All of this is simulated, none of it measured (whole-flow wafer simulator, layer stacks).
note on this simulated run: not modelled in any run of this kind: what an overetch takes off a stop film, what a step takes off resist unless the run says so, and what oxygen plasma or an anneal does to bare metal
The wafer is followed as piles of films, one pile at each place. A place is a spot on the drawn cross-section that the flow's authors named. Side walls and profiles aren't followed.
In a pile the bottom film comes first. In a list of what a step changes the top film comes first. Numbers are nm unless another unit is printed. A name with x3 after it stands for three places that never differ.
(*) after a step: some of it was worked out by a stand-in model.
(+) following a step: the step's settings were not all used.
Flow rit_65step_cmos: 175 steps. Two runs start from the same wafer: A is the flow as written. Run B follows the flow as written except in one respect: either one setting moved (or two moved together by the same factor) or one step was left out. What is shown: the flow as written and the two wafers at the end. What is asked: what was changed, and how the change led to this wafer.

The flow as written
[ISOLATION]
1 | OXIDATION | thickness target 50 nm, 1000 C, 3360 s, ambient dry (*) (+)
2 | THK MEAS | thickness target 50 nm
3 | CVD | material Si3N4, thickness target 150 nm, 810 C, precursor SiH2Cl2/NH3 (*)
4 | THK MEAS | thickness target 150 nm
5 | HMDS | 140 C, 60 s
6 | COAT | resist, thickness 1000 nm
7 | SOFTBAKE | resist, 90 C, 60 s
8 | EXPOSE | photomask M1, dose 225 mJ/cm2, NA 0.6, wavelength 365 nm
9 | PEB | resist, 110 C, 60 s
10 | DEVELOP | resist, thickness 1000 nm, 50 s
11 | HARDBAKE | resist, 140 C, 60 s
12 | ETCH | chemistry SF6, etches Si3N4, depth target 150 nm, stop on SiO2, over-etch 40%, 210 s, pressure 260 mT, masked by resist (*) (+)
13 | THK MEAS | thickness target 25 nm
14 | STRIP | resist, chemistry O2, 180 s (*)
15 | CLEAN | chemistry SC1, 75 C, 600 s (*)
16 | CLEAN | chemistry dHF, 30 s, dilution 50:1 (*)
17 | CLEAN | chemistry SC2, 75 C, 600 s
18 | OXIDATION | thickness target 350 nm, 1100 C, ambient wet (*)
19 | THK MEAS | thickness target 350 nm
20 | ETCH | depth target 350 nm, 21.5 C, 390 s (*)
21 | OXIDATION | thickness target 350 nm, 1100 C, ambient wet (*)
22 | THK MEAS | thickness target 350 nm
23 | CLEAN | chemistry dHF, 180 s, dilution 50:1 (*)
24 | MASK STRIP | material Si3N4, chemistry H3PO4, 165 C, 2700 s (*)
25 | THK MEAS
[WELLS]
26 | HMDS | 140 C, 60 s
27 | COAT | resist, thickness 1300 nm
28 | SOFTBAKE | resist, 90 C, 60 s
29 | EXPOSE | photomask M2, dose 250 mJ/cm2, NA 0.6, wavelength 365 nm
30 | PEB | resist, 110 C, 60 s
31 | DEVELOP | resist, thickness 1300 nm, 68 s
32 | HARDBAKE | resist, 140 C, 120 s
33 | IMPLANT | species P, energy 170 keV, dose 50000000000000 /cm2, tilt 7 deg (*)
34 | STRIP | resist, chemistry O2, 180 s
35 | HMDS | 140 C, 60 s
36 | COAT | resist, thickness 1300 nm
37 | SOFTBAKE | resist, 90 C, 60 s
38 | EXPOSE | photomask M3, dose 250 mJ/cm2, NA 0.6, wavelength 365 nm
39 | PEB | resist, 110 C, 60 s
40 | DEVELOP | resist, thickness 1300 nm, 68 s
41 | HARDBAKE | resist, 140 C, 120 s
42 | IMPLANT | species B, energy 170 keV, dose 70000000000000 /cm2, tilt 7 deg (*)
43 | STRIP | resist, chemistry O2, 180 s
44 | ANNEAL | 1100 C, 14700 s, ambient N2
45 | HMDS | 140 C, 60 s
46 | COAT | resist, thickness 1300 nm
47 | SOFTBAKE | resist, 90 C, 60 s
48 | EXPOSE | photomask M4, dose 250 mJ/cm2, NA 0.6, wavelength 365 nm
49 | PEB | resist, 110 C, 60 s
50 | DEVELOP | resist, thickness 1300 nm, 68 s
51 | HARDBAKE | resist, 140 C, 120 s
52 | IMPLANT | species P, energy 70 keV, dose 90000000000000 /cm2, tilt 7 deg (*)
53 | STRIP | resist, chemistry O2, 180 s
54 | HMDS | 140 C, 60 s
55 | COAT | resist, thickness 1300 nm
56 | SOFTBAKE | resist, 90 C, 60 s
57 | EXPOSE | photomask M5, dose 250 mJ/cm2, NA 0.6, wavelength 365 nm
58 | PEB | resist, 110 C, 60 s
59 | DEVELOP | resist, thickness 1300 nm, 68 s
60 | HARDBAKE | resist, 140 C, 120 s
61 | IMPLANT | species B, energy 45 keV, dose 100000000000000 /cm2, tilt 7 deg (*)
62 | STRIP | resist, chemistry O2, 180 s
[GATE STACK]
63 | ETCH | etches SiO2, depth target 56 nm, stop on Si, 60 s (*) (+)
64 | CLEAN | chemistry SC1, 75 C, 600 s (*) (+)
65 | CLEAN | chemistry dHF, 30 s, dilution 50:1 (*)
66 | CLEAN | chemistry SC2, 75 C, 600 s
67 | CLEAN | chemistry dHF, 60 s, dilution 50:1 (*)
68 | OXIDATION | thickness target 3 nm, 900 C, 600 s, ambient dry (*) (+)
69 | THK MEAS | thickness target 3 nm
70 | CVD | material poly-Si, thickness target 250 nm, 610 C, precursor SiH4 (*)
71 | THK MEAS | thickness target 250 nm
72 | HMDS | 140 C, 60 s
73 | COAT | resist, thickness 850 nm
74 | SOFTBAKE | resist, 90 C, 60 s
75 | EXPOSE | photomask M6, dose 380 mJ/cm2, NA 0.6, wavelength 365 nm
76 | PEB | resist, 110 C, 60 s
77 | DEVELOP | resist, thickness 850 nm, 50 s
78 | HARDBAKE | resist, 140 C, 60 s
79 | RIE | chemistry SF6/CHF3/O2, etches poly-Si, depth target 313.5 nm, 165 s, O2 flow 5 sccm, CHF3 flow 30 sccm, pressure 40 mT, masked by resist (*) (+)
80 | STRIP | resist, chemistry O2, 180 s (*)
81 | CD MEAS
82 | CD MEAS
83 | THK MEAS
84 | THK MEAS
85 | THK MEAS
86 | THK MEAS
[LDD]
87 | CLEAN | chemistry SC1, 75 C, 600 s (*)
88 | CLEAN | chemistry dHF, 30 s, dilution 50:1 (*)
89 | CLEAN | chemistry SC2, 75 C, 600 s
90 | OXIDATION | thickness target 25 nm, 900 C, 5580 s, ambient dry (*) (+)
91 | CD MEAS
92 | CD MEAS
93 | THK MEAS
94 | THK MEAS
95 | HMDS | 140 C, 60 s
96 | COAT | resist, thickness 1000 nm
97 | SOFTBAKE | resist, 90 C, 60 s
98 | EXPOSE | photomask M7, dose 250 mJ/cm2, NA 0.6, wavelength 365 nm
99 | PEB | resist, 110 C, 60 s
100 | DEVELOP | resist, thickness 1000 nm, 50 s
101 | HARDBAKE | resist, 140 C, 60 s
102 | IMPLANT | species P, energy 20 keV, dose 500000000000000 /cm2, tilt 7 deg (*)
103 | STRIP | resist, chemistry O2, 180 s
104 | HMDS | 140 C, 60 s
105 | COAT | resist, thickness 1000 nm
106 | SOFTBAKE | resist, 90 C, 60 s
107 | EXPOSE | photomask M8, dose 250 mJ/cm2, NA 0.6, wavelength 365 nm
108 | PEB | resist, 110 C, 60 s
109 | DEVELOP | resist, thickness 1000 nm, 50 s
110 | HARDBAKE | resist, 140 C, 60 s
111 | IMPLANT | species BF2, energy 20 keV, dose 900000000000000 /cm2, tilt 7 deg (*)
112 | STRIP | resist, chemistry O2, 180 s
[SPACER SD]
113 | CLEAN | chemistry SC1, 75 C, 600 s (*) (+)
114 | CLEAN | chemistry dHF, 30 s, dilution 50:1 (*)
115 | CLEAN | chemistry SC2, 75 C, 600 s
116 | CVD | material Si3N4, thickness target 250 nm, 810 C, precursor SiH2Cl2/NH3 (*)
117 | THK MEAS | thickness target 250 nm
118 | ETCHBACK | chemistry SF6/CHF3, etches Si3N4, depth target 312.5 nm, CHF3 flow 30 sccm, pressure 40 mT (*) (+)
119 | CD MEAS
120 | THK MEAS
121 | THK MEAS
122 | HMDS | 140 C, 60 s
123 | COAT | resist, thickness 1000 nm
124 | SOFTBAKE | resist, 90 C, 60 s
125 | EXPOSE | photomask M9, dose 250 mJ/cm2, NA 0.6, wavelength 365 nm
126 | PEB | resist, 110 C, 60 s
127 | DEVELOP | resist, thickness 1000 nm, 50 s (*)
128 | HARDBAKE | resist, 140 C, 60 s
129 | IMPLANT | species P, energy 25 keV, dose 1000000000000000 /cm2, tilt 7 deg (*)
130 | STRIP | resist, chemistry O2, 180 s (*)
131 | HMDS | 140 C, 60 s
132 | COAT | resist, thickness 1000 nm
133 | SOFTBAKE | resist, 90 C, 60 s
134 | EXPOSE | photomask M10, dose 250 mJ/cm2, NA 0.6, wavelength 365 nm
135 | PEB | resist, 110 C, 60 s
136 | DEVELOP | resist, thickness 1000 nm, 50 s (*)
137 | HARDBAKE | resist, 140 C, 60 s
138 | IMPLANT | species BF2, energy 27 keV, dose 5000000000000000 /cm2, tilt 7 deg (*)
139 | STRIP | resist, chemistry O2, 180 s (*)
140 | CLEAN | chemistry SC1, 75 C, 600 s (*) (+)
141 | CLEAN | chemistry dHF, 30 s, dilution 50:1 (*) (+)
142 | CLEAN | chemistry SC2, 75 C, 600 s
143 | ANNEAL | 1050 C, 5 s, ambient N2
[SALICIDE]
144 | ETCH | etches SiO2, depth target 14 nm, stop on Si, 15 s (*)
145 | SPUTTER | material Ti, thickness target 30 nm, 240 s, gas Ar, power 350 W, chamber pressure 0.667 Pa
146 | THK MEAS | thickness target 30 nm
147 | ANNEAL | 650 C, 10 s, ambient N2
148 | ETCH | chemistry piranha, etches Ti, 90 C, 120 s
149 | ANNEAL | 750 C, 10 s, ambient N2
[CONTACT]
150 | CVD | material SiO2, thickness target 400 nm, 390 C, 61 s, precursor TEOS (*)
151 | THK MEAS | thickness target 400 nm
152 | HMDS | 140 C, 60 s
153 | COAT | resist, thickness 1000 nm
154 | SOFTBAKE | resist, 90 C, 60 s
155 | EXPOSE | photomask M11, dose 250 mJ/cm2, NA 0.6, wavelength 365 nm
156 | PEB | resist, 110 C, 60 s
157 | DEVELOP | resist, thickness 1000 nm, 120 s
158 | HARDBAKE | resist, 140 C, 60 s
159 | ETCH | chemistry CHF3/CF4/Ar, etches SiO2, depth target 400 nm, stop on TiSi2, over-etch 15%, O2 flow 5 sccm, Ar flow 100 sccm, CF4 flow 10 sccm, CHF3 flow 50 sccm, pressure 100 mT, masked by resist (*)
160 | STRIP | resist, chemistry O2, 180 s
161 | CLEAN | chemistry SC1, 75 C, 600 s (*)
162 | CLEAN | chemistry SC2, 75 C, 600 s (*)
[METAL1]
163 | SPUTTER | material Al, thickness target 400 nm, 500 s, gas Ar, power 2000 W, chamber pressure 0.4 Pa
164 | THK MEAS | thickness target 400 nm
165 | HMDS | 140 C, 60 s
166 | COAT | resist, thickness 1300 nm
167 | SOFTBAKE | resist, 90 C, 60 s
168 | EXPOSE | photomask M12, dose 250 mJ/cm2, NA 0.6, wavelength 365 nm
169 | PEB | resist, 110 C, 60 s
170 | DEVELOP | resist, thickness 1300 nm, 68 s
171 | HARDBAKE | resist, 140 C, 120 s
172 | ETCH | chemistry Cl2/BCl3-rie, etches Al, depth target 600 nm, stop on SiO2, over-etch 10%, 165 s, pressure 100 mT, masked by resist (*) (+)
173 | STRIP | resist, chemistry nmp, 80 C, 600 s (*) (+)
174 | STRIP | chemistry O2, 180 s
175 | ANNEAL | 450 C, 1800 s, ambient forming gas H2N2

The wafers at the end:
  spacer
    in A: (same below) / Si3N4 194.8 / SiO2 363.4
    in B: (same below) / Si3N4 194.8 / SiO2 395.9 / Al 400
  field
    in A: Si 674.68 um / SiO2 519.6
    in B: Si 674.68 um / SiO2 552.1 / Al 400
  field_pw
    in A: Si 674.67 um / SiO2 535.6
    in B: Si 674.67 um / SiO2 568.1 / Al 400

The reason: step 172, ETCH: chemistry Cl2/BCl3-rie, etches Al, depth target 600 nm, stop on SiO2, over-etch 10%, 165 s, pressure 100 mT, masked by resist (*) (+), was not run.

Step by step, how the change led to this:
  (no step that both runs have acts differently)
With metal films that touch counted as one body, spacer has 1 body; the flow as written gives 0 bodies.
With metal films that touch counted as one body, field has 1 body; the flow as written gives 0 bodies.
With metal films that touch counted as one body, field_pw has 1 body; the flow as written gives 0 bodies.
